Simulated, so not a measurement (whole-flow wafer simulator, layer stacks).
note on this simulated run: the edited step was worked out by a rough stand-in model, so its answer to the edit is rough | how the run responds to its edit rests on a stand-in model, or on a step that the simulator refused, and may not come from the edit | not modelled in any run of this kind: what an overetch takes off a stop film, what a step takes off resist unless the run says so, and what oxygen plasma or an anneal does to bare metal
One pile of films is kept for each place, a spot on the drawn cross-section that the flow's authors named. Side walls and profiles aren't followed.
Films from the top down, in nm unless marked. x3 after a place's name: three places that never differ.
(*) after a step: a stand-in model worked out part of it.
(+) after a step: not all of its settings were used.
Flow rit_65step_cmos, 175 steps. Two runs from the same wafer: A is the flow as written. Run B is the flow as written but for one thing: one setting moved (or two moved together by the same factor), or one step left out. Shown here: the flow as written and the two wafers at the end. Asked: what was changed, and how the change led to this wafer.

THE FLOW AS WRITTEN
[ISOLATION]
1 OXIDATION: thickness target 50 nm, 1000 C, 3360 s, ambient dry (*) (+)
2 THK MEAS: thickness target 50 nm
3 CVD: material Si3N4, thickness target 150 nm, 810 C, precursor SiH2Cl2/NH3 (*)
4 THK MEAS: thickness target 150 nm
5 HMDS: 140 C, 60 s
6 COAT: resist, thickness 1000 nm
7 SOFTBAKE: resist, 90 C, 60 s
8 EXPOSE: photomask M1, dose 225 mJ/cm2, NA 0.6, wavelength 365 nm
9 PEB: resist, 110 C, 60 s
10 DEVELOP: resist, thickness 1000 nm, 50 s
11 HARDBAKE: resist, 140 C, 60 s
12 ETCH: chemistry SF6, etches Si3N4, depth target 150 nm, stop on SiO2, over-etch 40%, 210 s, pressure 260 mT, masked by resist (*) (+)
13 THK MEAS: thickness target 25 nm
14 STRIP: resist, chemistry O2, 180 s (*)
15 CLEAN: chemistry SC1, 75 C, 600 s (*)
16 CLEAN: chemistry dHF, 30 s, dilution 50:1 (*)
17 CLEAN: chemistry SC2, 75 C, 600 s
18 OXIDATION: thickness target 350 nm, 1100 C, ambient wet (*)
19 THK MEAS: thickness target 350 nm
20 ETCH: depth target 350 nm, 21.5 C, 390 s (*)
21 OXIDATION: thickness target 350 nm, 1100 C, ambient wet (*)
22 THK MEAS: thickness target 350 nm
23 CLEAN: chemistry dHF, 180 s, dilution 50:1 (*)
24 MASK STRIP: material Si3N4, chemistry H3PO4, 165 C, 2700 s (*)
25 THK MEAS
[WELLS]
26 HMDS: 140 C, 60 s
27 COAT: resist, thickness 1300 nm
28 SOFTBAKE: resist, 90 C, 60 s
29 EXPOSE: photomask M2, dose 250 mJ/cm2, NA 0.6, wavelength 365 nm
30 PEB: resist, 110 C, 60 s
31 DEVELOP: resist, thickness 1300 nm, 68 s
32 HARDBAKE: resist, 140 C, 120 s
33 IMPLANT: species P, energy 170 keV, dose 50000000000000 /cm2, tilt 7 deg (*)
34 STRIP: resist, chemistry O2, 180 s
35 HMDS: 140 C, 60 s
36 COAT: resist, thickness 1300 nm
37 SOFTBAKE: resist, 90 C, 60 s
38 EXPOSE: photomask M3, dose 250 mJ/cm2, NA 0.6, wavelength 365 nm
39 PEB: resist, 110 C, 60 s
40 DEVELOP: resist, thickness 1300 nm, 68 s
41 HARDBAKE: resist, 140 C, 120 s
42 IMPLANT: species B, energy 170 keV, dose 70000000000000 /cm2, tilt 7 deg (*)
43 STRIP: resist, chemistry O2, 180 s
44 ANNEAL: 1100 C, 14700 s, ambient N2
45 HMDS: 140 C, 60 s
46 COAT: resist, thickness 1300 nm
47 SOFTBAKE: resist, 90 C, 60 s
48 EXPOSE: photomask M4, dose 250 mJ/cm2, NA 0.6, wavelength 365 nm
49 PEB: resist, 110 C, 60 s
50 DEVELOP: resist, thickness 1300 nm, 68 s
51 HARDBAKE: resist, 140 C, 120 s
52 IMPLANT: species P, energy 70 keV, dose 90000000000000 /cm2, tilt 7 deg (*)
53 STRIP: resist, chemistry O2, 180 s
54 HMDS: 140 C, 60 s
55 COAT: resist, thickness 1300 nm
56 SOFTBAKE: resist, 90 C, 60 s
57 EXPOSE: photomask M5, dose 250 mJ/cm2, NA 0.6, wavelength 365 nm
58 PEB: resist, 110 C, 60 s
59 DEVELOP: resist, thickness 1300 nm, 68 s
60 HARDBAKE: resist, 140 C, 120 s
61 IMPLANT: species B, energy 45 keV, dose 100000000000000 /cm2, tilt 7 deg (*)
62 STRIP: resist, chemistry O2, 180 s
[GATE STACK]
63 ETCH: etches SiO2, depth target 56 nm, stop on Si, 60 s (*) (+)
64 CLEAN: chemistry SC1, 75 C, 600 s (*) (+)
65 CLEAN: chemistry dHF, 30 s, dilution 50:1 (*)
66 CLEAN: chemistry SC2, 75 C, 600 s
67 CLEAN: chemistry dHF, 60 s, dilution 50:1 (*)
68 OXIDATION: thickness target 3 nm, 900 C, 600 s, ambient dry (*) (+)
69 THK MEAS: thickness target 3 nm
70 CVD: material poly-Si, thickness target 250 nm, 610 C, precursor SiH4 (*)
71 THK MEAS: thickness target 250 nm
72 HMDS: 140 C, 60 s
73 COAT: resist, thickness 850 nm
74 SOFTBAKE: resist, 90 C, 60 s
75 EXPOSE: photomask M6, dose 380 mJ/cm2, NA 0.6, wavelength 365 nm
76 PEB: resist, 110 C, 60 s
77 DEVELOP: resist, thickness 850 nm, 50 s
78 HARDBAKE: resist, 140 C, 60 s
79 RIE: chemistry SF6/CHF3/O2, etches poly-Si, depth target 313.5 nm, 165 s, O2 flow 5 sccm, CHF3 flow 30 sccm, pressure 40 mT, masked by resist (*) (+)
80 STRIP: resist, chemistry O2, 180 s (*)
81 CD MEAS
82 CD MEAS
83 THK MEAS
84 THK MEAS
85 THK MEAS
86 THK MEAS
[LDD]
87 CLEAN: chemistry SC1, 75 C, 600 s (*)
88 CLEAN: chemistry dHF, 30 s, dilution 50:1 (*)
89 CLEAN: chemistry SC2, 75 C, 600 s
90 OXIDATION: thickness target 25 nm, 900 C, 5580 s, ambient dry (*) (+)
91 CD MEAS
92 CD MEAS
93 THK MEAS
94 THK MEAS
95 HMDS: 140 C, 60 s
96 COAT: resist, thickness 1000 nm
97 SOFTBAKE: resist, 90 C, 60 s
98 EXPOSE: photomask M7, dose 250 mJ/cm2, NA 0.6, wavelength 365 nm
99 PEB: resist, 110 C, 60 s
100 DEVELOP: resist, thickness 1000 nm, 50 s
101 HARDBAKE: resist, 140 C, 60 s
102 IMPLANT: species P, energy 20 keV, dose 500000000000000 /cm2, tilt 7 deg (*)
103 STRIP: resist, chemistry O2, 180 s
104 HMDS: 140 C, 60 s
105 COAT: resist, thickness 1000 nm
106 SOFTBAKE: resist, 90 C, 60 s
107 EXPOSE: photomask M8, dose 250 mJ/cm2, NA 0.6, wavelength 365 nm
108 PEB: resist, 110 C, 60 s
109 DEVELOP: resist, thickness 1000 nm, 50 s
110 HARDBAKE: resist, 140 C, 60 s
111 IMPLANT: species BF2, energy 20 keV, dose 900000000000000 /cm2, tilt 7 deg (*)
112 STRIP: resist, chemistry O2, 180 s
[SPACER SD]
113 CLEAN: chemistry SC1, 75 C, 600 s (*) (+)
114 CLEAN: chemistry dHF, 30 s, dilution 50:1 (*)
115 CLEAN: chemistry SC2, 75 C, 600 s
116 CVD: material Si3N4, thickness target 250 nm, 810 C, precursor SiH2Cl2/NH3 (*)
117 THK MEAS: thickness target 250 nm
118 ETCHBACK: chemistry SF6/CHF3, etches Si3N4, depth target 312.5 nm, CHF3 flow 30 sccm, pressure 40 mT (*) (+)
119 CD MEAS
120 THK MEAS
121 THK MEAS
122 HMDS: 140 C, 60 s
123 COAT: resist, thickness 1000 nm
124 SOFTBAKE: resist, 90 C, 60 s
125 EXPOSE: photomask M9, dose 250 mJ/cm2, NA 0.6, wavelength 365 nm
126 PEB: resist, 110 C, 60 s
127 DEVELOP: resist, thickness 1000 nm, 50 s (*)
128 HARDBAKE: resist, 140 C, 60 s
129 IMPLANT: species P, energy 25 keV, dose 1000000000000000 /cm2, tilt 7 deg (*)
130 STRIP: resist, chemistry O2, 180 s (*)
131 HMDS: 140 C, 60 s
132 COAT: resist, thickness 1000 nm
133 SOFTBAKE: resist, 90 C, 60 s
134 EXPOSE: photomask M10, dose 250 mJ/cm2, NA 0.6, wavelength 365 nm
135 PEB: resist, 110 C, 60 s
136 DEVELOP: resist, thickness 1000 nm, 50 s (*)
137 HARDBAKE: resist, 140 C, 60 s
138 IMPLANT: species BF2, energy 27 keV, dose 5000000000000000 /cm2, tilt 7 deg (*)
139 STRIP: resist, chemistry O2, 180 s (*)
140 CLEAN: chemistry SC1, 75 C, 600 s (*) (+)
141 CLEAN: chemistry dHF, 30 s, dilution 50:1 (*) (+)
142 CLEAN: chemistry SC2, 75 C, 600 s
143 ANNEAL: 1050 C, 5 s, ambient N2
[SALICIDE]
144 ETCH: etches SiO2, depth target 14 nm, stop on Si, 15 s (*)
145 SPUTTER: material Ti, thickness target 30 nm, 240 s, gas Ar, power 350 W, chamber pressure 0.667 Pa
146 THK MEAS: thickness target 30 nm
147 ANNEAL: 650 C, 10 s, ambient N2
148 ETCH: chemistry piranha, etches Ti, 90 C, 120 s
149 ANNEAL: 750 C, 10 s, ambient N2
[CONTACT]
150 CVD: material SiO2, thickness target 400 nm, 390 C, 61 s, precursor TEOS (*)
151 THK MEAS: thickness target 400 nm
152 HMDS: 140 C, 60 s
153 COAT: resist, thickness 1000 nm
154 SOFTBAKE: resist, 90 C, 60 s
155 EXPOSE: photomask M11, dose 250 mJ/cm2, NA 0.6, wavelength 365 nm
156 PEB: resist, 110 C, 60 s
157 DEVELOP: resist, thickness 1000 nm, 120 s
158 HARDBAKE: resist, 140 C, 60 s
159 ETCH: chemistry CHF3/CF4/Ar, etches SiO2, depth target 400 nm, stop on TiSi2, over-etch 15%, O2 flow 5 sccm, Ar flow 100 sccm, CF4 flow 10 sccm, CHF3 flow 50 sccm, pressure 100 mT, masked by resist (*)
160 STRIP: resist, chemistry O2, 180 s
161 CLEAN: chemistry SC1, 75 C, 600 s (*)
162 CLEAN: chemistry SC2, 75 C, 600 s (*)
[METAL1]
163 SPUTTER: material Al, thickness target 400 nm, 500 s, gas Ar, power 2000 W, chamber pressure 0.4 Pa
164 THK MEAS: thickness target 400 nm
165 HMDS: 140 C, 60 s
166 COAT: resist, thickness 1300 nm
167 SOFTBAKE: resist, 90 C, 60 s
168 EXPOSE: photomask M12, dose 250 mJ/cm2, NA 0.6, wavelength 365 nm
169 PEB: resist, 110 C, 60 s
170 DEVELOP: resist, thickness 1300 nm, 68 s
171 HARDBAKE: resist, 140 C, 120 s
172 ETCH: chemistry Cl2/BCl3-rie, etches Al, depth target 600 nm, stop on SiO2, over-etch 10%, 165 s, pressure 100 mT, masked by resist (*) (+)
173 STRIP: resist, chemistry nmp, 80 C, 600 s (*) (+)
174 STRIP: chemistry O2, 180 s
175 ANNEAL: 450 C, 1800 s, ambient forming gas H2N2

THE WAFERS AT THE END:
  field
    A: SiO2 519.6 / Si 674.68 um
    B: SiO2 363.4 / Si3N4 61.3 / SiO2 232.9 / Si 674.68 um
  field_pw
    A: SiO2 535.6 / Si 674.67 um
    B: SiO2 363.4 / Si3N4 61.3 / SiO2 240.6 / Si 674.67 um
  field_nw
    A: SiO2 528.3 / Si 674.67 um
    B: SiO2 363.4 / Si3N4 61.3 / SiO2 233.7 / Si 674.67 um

The cause: step 116, CVD: thickness target 375 nm was run, where the flow has thickness target 250 nm.

How the change led to this, step by step:
  116 CVD: material Si3N4, thickness target 250 nm, 810 C, precursor SiH2Cl2/NH3 (*)
      field, field_pw, field_nw and 11 more: A Si3N4 +250 (new film) | B Si3N4 +375 (new film)
  118 ETCHBACK: chemistry SF6/CHF3, etches Si3N4, depth target 312.5 nm, CHF3 flow 30 sccm, pressure 40 mT (*) (+)
      field, field_pw, field_nw, field_p: A Si3N4 -250 (all of it), SiO2 -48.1 | B Si3N4 -312.5
      gate_n: A Si3N4 -250 (all of it), SiO2 -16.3 (all of it), poly-Si -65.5 | B Si3N4 -312.5
      (and at 3 more places)
  123 COAT: resist, thickness 1000 nm
      field: A resist +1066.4 (new film) | B resist +1044.4 (new film)
      field_p: A resist +1073.5 (new film) | B resist +1051.6 (new film)
      (and at 4 more places)
  126 PEB: resist, 110 C, 60 s
      gate_n, gate_p: A resist -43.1 | B resist -40.1
      field: A resist -55.6 | B resist -54.3
      (and at 3 more places)
  127 DEVELOP: resist, thickness 1000 nm, 50 s (*)
      field: A resist -1010.9 (all of it) | B resist -990.2 (all of it)
      gate_n: A resist -791.9 (all of it) | B resist -738.7 (all of it)
      (and at 1 more place)
  128 HARDBAKE: resist, 140 C, 60 s
      field_nw: A resist -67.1 | B resist -65.7
      field_p: A resist -68.8 | B resist -67.2
      (and at 2 more places)
  130 STRIP: resist, chemistry O2, 180 s (*)
      gate_n: A chemical SiO2 +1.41 (new film), poly-Si -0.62 | B nothing
      gate_p: A chemical SiO2 +1.31 (new film), resist -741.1 (all of it), poly-Si -0.58 | B resist -691.2 (all of it)
      (and at 2 more places)
  132 COAT: resist, thickness 1000 nm
      field: A resist +1067 (new film) | B resist +1044.4 (new film)
      field_p: A resist +1074 (new film) | B resist +1051.6 (new film)
      (and at 4 more places)
  135 PEB: resist, 110 C, 60 s
      gate_n, gate_p: A resist -43.1 | B resist -40.1
      spacer, spacer_p: A resist -42 | B resist -53.7
      (and at 2 more places)
  136 DEVELOP: resist, thickness 1000 nm, 50 s (*)
      field_p: A resist -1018 (all of it) | B resist -996.8 (all of it)
      gate_p: A resist -792.8 (all of it) | B resist -739 (all of it)
      (and at 1 more place)
  137 HARDBAKE: resist, 140 C, 60 s
      field: A resist -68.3 | B resist -66.3
      field_nw: A resist -67.1 | B resist -65.7
      (and at 2 more places)
  139 STRIP: resist, chemistry O2, 180 s (*)
      gate_n: A resist -740 (all of it), chemical SiO2 +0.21, poly-Si -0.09 | B resist -690.9 (all of it)
      field: A resist -943.1 (all of it) | B resist -923.8 (all of it)
      (and at 1 more place)
  140 CLEAN: chemistry SC1, 75 C, 600 s (*) (+)
      field, field_pw, field_nw, field_p: A SiO2 -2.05 | B Si3N4 -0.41
      gate_n, gate_p: A chemical SiO2 -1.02, poly-Si -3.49 | B Si3N4 -0.41
  141 CLEAN: chemistry dHF, 30 s, dilution 50:1 (*) (+)
      field, field_p: A SiO2 -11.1 | B Si3N4 -0.43
      field_pw, field_nw: A SiO2 -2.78 | B Si3N4 -0.43
      (and at 2 more places)
  144 ETCH: etches SiO2, depth target 14 nm, stop on Si, 15 s (*)
      field, field_pw, field_nw, field_p: A SiO2 -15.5 | B Si3N4 -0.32
  145 SPUTTER: material Ti, thickness target 30 nm, 240 s, gas Ar, power 350 W, chamber pressure 0.667 Pa
      gate_n: A Ti +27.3 (new film) | B Ti +30 (new film)
      gate_p: A Ti +27.2 (new film) | B Ti +30 (new film)
  ... 10 more steps ...
  170 DEVELOP: resist, thickness 1300 nm, 68 s
      field: A resist -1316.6 (all of it) | B resist -1268.7 (all of it)
      field_pw: A resist -1285.5 (all of it) | B resist -1256.8 (all of it)
      (and at 6 more places)
